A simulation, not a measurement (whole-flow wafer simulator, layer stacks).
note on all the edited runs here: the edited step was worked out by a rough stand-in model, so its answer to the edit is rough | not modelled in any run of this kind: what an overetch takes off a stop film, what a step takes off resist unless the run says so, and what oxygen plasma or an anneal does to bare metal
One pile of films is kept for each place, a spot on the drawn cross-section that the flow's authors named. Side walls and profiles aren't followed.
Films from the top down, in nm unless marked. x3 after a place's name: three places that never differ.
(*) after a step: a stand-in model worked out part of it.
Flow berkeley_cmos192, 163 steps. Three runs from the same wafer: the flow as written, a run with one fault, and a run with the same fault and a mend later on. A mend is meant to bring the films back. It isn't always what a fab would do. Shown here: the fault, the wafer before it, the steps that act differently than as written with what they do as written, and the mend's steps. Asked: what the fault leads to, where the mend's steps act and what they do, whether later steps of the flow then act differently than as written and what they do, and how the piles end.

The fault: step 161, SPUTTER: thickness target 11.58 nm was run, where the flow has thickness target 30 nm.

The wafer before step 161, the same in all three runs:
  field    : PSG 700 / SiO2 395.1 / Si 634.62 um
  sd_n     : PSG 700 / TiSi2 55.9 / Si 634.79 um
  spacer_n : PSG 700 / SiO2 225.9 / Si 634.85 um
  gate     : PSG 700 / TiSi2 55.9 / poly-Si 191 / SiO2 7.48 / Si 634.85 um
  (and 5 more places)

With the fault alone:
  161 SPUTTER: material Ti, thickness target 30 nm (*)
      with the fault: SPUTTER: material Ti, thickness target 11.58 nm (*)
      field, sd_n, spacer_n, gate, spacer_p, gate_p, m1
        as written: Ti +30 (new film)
        with the fault: Ti +11.6 (new film)
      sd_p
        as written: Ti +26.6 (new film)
        with the fault: Ti +10.3 (new film)
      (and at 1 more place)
  No later step of the flow acts differently than as written, at any place that is followed, by more than 2% or 0.5 nm, whichever is larger.
  At the end the piles differ from the flow's by more than 2% or 0.5 nm, whichever is larger, at field, sd_n, spacer_n and 6 more.
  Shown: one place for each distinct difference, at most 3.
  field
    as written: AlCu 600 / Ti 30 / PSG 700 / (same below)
    with the fault: AlCu 600 / Ti 11.6 / PSG 700 / (same below)
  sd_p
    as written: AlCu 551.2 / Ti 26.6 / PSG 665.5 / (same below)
    with the fault: AlCu 552.1 / Ti 10.3 / PSG 665.5 / (same below)
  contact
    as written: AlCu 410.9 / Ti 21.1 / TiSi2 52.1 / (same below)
    with the fault: AlCu 413.8 / Ti 8.14 / TiSi2 52.1 / (same below)

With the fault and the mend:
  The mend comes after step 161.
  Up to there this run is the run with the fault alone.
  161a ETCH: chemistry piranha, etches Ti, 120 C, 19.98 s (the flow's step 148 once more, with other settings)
      field, sd_n, spacer_n, gate, spacer_p, gate_p, m1
        Ti -11.6 (all of it)
      sd_p
        Ti -10.3 (all of it)
      contact
        Ti -8.14 (all of it)
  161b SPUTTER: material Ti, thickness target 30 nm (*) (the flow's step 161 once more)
      field, sd_n, spacer_n, gate, spacer_p, gate_p, m1
        Ti +30 (new film)
      sd_p
        Ti +26.6 (new film)
      contact
        Ti +21.1 (new film)
  No later step of the flow acts differently than as written at any place that is followed.
  At the end the piles are the same as the flow's at every place that both follow.
